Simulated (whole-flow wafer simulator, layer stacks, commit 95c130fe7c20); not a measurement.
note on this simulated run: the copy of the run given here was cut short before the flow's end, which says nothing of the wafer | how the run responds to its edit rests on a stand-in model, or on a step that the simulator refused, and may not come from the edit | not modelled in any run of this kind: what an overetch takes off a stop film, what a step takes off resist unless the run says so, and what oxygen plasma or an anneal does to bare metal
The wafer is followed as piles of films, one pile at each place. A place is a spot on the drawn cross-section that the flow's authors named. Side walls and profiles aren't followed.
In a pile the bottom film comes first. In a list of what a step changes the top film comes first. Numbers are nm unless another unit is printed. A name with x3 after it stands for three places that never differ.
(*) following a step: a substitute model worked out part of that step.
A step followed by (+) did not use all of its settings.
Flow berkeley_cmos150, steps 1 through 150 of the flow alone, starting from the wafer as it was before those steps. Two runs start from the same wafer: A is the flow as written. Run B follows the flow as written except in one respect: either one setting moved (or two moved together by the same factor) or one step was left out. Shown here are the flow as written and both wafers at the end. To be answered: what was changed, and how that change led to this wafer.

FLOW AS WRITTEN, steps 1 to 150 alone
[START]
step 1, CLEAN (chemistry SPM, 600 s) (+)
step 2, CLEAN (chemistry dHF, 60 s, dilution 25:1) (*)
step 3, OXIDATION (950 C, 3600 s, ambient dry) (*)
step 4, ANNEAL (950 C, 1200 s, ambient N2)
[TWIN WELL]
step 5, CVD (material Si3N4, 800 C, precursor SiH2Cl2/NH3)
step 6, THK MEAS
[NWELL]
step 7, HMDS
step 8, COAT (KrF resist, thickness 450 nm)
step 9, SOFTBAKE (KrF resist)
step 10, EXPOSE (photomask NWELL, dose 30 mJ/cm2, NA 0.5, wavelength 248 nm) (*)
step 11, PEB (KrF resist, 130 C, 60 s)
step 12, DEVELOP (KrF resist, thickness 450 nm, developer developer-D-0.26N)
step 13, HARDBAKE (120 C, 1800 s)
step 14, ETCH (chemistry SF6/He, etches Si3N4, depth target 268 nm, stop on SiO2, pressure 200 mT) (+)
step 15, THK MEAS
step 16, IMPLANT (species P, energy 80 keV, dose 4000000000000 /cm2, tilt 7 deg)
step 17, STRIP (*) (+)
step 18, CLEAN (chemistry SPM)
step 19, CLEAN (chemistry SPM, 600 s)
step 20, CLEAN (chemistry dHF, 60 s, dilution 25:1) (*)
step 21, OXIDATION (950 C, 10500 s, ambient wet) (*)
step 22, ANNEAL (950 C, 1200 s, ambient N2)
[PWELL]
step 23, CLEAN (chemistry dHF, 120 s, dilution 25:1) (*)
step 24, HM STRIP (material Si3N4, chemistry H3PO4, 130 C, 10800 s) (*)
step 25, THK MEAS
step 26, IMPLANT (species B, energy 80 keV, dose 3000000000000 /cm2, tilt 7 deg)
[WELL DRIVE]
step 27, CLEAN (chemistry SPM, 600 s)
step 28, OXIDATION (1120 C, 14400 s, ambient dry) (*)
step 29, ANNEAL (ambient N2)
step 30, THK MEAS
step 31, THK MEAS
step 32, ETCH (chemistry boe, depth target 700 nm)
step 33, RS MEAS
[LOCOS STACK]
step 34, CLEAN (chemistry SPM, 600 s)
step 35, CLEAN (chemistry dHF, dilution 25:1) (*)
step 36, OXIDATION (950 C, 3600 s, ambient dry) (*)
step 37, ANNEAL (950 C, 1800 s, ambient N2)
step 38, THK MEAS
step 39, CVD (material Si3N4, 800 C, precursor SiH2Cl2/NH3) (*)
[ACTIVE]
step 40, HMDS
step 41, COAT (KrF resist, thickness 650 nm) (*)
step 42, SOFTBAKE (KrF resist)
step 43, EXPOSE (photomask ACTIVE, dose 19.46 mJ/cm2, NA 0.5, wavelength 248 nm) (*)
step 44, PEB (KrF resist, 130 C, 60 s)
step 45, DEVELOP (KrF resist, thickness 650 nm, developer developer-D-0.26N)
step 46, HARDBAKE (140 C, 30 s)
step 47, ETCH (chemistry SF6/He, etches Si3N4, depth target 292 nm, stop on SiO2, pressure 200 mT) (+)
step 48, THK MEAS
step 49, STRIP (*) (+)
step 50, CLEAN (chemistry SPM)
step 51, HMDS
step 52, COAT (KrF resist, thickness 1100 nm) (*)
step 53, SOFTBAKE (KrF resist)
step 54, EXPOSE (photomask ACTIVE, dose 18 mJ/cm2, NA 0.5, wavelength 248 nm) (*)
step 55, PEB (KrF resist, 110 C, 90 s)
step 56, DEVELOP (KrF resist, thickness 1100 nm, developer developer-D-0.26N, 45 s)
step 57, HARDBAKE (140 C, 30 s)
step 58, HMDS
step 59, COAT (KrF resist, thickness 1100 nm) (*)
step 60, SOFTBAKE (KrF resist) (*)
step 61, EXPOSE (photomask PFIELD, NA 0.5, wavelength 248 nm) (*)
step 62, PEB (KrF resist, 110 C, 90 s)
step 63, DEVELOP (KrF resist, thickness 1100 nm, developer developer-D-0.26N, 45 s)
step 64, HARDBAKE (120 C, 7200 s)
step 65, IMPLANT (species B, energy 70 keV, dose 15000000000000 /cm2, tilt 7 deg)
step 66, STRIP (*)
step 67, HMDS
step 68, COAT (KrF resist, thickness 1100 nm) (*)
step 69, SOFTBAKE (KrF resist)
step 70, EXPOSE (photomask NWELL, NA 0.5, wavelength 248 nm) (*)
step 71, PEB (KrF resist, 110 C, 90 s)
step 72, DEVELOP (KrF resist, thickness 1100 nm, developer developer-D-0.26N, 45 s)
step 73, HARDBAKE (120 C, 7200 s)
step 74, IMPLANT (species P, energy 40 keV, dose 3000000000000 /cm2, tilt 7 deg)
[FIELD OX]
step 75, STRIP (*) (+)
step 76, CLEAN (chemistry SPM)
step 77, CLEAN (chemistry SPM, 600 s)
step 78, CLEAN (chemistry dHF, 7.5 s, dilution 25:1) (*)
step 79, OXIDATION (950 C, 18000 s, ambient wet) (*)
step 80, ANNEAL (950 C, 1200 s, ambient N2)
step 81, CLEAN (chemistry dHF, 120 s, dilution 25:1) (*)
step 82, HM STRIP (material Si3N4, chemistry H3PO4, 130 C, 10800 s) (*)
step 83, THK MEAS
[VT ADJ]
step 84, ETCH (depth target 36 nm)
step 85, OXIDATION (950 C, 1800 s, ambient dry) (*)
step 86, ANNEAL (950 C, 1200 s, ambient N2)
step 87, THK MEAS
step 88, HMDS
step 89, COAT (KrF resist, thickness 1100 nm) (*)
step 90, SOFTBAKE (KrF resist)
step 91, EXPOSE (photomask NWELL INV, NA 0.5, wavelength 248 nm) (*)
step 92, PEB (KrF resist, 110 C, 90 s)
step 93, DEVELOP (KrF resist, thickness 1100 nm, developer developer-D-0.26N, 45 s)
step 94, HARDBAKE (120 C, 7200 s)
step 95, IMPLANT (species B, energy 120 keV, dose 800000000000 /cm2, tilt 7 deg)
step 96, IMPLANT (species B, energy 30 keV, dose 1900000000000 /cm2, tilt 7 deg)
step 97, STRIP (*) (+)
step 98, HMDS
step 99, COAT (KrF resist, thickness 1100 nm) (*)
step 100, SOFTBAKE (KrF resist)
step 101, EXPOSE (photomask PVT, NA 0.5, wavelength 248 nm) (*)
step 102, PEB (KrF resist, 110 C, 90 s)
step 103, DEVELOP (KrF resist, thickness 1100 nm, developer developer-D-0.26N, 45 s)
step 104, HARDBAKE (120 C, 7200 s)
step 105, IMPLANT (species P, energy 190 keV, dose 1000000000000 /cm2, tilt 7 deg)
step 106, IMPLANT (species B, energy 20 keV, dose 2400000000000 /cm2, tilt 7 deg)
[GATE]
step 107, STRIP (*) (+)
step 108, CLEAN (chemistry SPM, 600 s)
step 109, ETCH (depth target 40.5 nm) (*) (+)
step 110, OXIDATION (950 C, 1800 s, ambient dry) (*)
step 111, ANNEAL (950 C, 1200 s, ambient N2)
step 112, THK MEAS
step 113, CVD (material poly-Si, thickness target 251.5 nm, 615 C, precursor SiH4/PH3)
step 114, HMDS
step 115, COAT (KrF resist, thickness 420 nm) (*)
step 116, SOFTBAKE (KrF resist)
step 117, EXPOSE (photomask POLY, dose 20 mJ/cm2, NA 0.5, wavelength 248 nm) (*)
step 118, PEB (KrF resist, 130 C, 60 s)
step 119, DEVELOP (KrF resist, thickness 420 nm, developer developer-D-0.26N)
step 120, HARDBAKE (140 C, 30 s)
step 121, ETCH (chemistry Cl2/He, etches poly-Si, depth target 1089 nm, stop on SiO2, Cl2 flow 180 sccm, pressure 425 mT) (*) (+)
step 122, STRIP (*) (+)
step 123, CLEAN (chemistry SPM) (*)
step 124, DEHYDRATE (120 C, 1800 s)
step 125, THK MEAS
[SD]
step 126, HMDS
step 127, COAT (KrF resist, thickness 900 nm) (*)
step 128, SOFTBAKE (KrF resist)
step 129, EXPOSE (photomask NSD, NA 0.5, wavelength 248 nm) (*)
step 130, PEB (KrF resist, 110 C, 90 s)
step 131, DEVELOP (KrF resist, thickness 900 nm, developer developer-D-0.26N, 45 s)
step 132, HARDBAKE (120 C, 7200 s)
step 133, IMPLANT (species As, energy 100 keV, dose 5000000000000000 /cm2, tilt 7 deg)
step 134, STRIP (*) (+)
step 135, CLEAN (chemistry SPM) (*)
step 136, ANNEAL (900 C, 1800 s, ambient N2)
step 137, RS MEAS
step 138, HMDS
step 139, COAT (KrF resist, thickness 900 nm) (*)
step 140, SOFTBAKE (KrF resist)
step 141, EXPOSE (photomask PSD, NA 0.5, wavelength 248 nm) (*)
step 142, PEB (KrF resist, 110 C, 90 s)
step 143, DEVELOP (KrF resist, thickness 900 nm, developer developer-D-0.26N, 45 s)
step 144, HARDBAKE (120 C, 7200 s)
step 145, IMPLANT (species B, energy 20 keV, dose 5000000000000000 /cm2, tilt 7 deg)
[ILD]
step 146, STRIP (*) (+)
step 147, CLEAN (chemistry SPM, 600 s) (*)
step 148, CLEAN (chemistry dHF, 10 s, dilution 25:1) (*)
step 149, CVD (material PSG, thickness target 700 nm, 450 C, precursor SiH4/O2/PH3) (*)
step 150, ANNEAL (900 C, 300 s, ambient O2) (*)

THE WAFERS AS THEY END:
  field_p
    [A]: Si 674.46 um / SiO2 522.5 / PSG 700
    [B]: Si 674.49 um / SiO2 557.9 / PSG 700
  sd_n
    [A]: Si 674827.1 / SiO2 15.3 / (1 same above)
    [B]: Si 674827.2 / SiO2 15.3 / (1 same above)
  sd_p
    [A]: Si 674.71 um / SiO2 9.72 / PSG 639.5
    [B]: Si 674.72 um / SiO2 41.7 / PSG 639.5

Cause: step 32, ETCH: depth target 455 nm was run, though the flow has depth target 700 nm.

The path from the change to this, step by step:
  step 32, ETCH (chemistry boe, depth target 700 nm)
      field_p, sd_p, gate_p: A -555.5 SiO2 (all of it) | B -455 SiO2
  step 34, CLEAN (chemistry SPM, 600 s)
      field_p, sd_p, gate_p: A +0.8 chemical SiO2 (new film), -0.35 Si | B nothing
  step 35, CLEAN (chemistry dHF, dilution 25:1) (*)
      field_p, sd_p, gate_p: A -0.8 chemical SiO2 (all of it) | B nothing
  step 36, OXIDATION (950 C, 3600 s, ambient dry) (*)
      field_p, sd_p, gate_p: A +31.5 SiO2 (new film), -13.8 Si | B +13.6 SiO2, -5.99 Si
  step 41, COAT (KrF resist, thickness 650 nm) (*)
      field_p: A +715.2 KrF resist (new film) | B +670.9 KrF resist (new film)
      sd_p: A +694.3 KrF resist (new film) | B +664.5 KrF resist (new film)
      (as well as at 1 more place)
  step 45, DEVELOP (KrF resist, thickness 650 nm, developer developer-D-0.26N)
      field_p: A -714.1 KrF resist (all of it) | B -669.9 KrF resist (all of it)
  step 46, HARDBAKE (140 C, 30 s)
      sd_p: A -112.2 KrF resist | B -107.3 KrF resist
      gate_p: A -111.5 KrF resist | B -107 KrF resist
  step 49, STRIP (*) (+)
      sd_n: A -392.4 KrF resist (all of it) | B -401.4 KrF resist (all of it)
      sd_p: A -442.9 KrF resist (all of it) | B -418.1 KrF resist (all of it)
      (as well as at 1 more place)
  step 52, COAT (KrF resist, thickness 1100 nm) (*)
      field_p: A +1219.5 KrF resist (new film) | B +1163.2 KrF resist (new film)
      sd_p: A +1111.6 KrF resist (new film) | B +1065.9 KrF resist (new film)
      (as well as at 1 more place)
  step 56, DEVELOP (KrF resist, thickness 1100 nm, developer developer-D-0.26N, 45 s)
      field_p: A -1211 KrF resist (all of it) | B -1155.1 KrF resist (all of it)
  step 57, HARDBAKE (140 C, 30 s)
      sd_p: A -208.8 KrF resist | B -200.1 KrF resist
      gate_p: A -209.5 KrF resist | B -201.3 KrF resist
  step 59, COAT (KrF resist, thickness 1100 nm) (*)
      field_p: A +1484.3 KrF resist (new film) | B +1423 KrF resist (new film)
      sd_p: A +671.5 KrF resist | B +651.7 KrF resist
      (as well as at 1 more place)
  step 64, HARDBAKE (120 C, 7200 s)
      field_p: A -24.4 KrF resist | B -23.3 KrF resist
  step 66, STRIP (*)
      field_p: A -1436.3 KrF resist (all of it) | B -1376.5 KrF resist (all of it)
      sd_p: A -1525.1 KrF resist (all of it) | B -1469 KrF resist (all of it)
      (as well as at 1 more place)
  step 68, COAT (KrF resist, thickness 1100 nm) (*)
      field_p: A +1219.5 KrF resist (new film) | B +1163.2 KrF resist (new film)
      sd_p: A +1111.6 KrF resist (new film) | B +1065.9 KrF resist (new film)
      (as well as at 1 more place)
  step 72, DEVELOP (KrF resist, thickness 1100 nm, developer developer-D-0.26N, 45 s)
      field_p: A -1211 KrF resist (all of it) | B -1155.1 KrF resist (all of it)
      sd_p: A -1103.9 KrF resist (all of it) | B -1058.5 KrF resist (all of it)
      (as well as at 1 more place)
  ... 22 further steps ...
  step 146, STRIP (*) (+)
      field_p: A -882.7 KrF resist (all of it) | B -844.1 KrF resist (all of it)
